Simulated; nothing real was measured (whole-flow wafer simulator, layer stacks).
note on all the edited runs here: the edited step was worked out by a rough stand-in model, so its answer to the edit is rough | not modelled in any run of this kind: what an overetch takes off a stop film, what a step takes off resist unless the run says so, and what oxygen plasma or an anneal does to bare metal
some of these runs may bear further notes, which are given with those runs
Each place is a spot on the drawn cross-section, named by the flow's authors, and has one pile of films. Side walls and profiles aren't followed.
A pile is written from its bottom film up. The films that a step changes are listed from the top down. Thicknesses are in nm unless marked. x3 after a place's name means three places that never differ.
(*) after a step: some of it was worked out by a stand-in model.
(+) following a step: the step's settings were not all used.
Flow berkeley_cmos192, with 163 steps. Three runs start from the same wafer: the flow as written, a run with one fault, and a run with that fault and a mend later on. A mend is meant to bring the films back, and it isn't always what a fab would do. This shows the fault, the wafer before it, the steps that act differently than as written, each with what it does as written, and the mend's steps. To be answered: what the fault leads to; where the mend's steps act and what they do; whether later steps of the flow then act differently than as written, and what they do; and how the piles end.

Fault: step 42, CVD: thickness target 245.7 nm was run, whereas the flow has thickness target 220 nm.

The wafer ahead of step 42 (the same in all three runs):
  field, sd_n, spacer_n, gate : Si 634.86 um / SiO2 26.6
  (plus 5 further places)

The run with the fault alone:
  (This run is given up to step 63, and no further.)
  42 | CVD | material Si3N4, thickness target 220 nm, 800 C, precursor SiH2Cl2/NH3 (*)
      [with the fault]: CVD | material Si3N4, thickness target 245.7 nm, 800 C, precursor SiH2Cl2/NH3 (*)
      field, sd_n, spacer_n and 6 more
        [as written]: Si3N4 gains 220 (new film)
        [with the fault]: Si3N4 gains 245.7 (new film)
  Steps further on in the flow that do not act as written (not shown: 4 more steps that differ only slightly, by at most 2% or 0.5 nm, whichever is larger):
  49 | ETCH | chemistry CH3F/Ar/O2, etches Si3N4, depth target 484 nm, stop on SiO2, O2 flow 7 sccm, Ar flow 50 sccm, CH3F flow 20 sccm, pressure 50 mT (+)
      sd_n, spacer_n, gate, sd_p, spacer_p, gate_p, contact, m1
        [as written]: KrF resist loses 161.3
        [with the fault]: KrF resist loses 178.5
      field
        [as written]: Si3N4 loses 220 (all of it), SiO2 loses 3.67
        [with the fault]: Si3N4 loses 245.7 (all of it), SiO2 loses 3.67
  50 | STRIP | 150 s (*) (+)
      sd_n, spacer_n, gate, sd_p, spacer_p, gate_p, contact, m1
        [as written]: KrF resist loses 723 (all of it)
        [with the fault]: KrF resist loses 705.9 (all of it)
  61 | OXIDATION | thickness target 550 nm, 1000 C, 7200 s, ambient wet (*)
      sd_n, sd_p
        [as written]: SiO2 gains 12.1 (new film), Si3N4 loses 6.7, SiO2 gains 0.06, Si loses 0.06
        [with the fault]: SiO2 gains 12.1 (new film), Si3N4 loses 6.7
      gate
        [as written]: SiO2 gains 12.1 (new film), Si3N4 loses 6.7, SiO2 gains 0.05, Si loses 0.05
        [with the fault]: SiO2 gains 12.1 (new film), Si3N4 loses 6.7
  Once step 63 is done, the piles at sd_n, spacer_n, gate, sd_p, spacer_p, gate_p, contact, m1 depart from the flow's by more than 2% or 0.5 nm, whichever is larger.
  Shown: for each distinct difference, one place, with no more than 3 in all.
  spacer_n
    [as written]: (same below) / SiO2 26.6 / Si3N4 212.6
    [with the fault]: (same below) / SiO2 26.6 / Si3N4 238.3
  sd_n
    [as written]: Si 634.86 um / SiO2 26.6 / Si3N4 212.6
    [with the fault]: Si 634.86 um / SiO2 26.6 / Si3N4 238.3

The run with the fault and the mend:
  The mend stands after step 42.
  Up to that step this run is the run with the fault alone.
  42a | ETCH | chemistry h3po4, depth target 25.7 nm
      field, sd_n, spacer_n and 6 more
        Si3N4 loses 25.7
  Later steps of the flow that are run all act as written at every place that is followed.
  By the end, the piles equal the flow's at every place that both follow.
